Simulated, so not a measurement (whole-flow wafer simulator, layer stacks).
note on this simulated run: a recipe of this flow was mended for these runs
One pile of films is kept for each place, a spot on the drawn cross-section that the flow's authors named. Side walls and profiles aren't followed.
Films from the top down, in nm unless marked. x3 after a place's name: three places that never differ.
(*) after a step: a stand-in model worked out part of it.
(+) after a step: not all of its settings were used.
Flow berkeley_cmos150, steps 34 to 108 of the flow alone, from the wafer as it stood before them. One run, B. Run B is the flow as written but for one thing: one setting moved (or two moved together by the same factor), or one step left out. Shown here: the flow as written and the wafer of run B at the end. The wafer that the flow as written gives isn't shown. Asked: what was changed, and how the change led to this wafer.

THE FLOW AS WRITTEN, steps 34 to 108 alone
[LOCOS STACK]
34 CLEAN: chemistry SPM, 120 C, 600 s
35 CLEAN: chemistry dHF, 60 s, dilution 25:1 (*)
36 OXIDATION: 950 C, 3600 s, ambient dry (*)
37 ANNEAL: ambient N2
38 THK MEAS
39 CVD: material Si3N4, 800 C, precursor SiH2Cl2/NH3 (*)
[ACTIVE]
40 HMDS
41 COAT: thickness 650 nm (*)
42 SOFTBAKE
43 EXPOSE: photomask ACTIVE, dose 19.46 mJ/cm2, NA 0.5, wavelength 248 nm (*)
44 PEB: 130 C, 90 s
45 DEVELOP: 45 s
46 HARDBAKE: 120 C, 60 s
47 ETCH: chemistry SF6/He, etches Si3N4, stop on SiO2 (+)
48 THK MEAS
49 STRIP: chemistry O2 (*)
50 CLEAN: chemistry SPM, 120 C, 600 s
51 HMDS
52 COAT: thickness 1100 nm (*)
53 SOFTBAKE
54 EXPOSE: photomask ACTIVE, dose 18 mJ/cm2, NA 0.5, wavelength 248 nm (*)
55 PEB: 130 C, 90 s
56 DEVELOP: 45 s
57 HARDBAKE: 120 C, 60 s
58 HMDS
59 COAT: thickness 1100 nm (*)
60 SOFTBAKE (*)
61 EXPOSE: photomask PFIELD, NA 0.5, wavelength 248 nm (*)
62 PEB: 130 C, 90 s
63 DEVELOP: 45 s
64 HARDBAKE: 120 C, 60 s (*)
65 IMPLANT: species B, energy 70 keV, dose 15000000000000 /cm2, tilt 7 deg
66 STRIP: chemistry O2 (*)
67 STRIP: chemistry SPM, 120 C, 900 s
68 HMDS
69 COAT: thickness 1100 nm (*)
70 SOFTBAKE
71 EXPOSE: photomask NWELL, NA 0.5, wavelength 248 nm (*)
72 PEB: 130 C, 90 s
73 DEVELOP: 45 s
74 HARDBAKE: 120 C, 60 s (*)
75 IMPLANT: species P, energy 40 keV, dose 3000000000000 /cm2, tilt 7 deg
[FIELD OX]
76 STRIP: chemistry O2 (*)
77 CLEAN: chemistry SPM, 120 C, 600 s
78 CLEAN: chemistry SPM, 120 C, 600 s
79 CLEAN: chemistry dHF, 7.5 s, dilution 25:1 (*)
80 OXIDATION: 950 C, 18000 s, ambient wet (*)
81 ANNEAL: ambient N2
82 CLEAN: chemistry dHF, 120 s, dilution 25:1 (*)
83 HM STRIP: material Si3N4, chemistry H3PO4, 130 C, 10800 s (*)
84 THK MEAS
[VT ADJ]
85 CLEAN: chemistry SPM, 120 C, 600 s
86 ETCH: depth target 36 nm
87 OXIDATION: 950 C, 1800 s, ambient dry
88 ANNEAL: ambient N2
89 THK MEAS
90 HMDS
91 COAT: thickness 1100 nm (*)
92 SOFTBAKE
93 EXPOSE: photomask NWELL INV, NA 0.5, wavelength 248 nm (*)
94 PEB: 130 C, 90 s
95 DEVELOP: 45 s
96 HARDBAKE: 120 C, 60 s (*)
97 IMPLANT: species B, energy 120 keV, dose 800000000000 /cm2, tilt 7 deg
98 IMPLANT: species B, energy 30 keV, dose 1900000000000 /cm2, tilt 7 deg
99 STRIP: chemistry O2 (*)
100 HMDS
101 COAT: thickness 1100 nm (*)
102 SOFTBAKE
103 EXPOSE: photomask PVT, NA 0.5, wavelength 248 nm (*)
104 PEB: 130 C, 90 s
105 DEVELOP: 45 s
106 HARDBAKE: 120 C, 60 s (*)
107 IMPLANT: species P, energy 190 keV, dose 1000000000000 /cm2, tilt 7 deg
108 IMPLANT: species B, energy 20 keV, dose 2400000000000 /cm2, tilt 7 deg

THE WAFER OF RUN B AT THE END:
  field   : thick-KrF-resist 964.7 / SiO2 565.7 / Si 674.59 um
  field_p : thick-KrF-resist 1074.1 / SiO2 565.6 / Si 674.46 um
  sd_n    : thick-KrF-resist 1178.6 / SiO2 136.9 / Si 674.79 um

The cause: step 39, CVD: 680 C was run, where the flow has 800 C.

How the change led to this, step by step:
  39 CVD: material Si3N4, 800 C, precursor SiH2Cl2/NH3 (*)
      field, field_p, sd_n, gate_n, sd_p, gate_p, contact, m1: Si3N4 +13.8 (new film) (as written it would be: Si3N4 +106 (new film))
  47 ETCH: chemistry SF6/He, etches Si3N4, stop on SiO2 (+)
      sd_n, gate_n, sd_p, gate_p, contact, m1: KrF-resist -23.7 (as written it would be: KrF-resist -124)
      field, field_p: Si3N4 -13.8 (all of it), SiO2 -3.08 (as written it would be: Si3N4 -106 (all of it), SiO2 -3.08)
  49 STRIP: chemistry O2 (*)
      sd_n: KrF-resist -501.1 (all of it) (as written it would be: KrF-resist -400.9 (all of it))
      gate_n: KrF-resist -509.5 (all of it) (as written it would be: KrF-resist -409.3 (all of it))
      (and at 4 more places)
  52 COAT: thickness 1100 nm (*)
      field_p: thick-KrF-resist +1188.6 (new film) (as written it would be: thick-KrF-resist +1219.5 (new film))
      sd_n: thick-KrF-resist +1072.2 (new film) (as written it would be: thick-KrF-resist +1019.1 (new film))
      (and at 5 more places)
  56 DEVELOP: 45 s
      field_p: thick-KrF-resist -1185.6 (all of it) (as written it would be: thick-KrF-resist -1216.4 (all of it))
  57 HARDBAKE: 120 C, 60 s
      sd_n: thick-KrF-resist -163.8 (as written it would be: thick-KrF-resist -155.7)
      gate_n: thick-KrF-resist -165.3 (as written it would be: thick-KrF-resist -158.8)
      (and at 4 more places)
  59 COAT: thickness 1100 nm (*)
      sd_n: thick-KrF-resist +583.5 (as written it would be: thick-KrF-resist +562)
      gate_n: thick-KrF-resist +693.1 (as written it would be: thick-KrF-resist +669.9)
      (and at 4 more places)
  66 STRIP: chemistry O2 (*)
      sd_n: thick-KrF-resist -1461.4 (all of it) (as written it would be: thick-KrF-resist -1395.2 (all of it))
      gate_n: thick-KrF-resist -1579.3 (all of it) (as written it would be: thick-KrF-resist -1520.2 (all of it))
      (and at 4 more places)
  69 COAT: thickness 1100 nm (*)
      field_p: thick-KrF-resist +1188.6 (new film) (as written it would be: thick-KrF-resist +1219.5 (new film))
      sd_n: thick-KrF-resist +1072.2 (new film) (as written it would be: thick-KrF-resist +1019.1 (new film))
      (and at 5 more places)
  73 DEVELOP: 45 s
      field_p: thick-KrF-resist -1185.6 (all of it) (as written it would be: thick-KrF-resist -1216.4 (all of it))
      sd_p: thick-KrF-resist -1156.3 (all of it) (as written it would be: thick-KrF-resist -1108.9 (all of it))
      (and at 1 more place)
  76 STRIP: chemistry O2 (*)
      sd_n: thick-KrF-resist -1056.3 (all of it) (as written it would be: thick-KrF-resist -1003.4 (all of it))
      gate_n: thick-KrF-resist -1066.4 (all of it) (as written it would be: thick-KrF-resist -1023.9 (all of it))
      (and at 2 more places)
  80 OXIDATION: 950 C, 18000 s, ambient wet (*)
      sd_n: SiO2 +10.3 (new film), Si3N4 -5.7, SiO2 +138, Si -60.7 (as written it would be: SiO2 +10.3 (new film), Si3N4 -5.7, SiO2 +34.7, Si -15.4)
  83 HM STRIP: material Si3N4, chemistry H3PO4, 130 C, 10800 s (*)
      sd_n, gate_n, contact, m1: Si3N4 -6.66 (all of it), SiO2 -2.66 (as written it would be: Si3N4 -98.9 (all of it), SiO2 -1.88)
      sd_p, gate_p: Si3N4 -6.45 (all of it), SiO2 -2.66 (as written it would be: Si3N4 -98.7 (all of it), SiO2 -1.88)
  86 ETCH: depth target 36 nm
      gate_n, sd_p, gate_p, contact, m1: SiO2 -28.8 (all of it) (as written it would be: SiO2 -29.6 (all of it))
  87 OXIDATION: 950 C, 1800 s, ambient dry
      sd_n: SiO2 +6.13, Si -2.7 (as written it would be: SiO2 +12.1, Si -5.32)
  91 COAT: thickness 1100 nm (*)
      sd_n: thick-KrF-resist +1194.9 (new film) (as written it would be: thick-KrF-resist +1243 (new film))
  ... 1 more step ...
  101 COAT: thickness 1100 nm (*)
      sd_n: thick-KrF-resist +1194.9 (new film) (as written it would be: thick-KrF-resist +1243 (new film))
